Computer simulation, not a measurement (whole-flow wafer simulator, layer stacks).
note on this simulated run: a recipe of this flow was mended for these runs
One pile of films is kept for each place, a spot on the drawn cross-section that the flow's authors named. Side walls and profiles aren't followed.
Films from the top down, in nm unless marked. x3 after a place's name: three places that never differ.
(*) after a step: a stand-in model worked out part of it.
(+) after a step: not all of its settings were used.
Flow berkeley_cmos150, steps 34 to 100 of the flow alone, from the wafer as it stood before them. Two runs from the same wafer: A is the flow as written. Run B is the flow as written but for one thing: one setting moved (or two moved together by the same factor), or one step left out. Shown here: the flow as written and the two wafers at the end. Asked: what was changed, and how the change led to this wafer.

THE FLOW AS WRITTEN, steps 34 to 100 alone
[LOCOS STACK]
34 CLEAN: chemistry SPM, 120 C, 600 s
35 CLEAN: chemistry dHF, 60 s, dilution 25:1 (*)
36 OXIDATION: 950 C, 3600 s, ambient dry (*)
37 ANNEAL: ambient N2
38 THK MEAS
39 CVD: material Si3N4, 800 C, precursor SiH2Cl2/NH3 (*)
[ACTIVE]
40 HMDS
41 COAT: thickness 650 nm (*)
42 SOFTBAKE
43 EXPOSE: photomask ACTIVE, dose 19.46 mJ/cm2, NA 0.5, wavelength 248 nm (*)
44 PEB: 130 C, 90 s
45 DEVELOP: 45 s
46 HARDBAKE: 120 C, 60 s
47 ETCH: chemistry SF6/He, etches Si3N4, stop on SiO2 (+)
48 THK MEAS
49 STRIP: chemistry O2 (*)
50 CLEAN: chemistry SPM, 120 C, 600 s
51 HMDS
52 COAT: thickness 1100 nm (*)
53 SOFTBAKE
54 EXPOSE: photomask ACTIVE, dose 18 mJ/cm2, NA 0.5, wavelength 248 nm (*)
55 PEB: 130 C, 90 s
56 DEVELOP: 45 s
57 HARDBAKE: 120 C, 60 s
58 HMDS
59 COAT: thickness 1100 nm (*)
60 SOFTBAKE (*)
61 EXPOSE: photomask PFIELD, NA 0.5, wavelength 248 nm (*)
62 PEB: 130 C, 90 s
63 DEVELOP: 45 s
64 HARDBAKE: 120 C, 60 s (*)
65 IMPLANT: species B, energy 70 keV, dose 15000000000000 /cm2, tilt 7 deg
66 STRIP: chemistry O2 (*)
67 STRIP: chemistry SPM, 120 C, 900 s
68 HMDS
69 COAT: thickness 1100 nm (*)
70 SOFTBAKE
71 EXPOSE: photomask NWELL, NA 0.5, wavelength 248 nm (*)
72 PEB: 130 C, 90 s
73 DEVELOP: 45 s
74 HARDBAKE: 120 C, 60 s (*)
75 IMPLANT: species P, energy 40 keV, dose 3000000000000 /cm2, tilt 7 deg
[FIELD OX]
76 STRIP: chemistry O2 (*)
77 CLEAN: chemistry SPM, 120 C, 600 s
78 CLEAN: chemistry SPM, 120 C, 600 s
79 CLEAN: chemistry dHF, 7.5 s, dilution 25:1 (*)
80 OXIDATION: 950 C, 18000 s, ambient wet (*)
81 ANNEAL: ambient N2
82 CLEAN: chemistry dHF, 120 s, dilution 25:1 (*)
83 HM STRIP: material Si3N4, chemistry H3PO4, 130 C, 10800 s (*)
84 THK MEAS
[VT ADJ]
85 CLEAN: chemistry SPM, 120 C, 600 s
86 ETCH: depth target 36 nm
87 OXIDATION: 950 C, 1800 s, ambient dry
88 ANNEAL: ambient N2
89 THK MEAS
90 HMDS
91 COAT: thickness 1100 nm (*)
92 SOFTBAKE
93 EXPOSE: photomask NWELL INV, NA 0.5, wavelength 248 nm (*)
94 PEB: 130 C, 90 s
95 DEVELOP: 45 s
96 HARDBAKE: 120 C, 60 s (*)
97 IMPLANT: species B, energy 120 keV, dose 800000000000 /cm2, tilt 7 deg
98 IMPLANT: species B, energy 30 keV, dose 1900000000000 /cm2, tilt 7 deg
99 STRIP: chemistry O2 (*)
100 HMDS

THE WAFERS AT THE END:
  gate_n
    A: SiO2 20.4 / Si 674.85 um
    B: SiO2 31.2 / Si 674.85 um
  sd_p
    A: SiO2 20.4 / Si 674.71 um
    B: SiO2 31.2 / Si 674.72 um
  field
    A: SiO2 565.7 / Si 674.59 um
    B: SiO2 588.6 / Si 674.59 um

The cause: step 86, ETCH: depth target 13 nm was run, where the flow has depth target 36 nm.

How the change led to this, step by step:
  86 ETCH: depth target 36 nm
      gate_n, sd_p, gate_p, contact, m1: A SiO2 -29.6 (all of it) | B SiO2 -13
      field, field_p, sd_n: A SiO2 -36 | B SiO2 -13
  87 OXIDATION: 950 C, 1800 s, ambient dry
      gate_n, sd_p, gate_p, contact, m1: A SiO2 +20.4 (new film), Si -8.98 | B SiO2 +14.6, Si -6.44
      sd_n: A SiO2 +12.1, Si -5.32 | B SiO2 +8.65, Si -3.81
